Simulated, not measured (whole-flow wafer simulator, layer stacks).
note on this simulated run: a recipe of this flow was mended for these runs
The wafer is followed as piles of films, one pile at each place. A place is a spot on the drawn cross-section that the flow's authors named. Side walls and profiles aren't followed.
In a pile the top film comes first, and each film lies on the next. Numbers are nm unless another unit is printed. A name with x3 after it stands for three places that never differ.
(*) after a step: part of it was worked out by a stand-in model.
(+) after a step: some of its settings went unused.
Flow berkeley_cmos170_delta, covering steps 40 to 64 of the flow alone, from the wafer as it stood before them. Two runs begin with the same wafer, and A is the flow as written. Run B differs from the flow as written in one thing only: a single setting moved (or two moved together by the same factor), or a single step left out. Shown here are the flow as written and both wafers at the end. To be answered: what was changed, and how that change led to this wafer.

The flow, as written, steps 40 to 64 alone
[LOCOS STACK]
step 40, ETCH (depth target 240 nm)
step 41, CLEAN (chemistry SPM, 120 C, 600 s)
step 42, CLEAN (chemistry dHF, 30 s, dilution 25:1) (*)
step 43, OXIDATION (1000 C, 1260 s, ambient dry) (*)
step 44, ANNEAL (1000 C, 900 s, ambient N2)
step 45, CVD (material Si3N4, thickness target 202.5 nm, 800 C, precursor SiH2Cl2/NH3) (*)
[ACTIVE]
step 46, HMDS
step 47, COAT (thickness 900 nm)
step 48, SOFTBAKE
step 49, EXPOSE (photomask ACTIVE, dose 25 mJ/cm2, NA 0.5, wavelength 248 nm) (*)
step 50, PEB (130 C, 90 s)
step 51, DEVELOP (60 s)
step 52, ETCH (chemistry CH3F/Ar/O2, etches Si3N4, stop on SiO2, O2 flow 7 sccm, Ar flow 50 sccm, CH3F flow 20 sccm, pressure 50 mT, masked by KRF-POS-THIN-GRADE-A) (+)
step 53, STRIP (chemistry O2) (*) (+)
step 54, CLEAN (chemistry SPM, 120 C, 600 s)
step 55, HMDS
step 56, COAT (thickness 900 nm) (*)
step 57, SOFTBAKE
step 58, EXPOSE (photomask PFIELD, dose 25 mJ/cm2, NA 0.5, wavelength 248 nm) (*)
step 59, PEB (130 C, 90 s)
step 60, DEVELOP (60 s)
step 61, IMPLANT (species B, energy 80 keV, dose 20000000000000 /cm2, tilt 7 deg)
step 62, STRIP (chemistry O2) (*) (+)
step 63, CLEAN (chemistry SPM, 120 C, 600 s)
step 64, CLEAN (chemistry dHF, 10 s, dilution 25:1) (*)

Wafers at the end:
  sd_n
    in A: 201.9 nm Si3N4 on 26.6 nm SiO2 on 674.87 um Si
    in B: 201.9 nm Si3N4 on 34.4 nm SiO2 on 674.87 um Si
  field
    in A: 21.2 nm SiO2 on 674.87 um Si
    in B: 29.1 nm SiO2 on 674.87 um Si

Cause: step 43, OXIDATION: 1030 C was run, though the flow has 1000 C.

Step by step, how the change led to this:
  step 43, OXIDATION (1000 C, 1260 s, ambient dry) (*)
      field, sd_n, spacer_n and 6 more: A +26.6 SiO2 (new film), -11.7 Si | B +34.4 SiO2 (new film), -15.1 Si
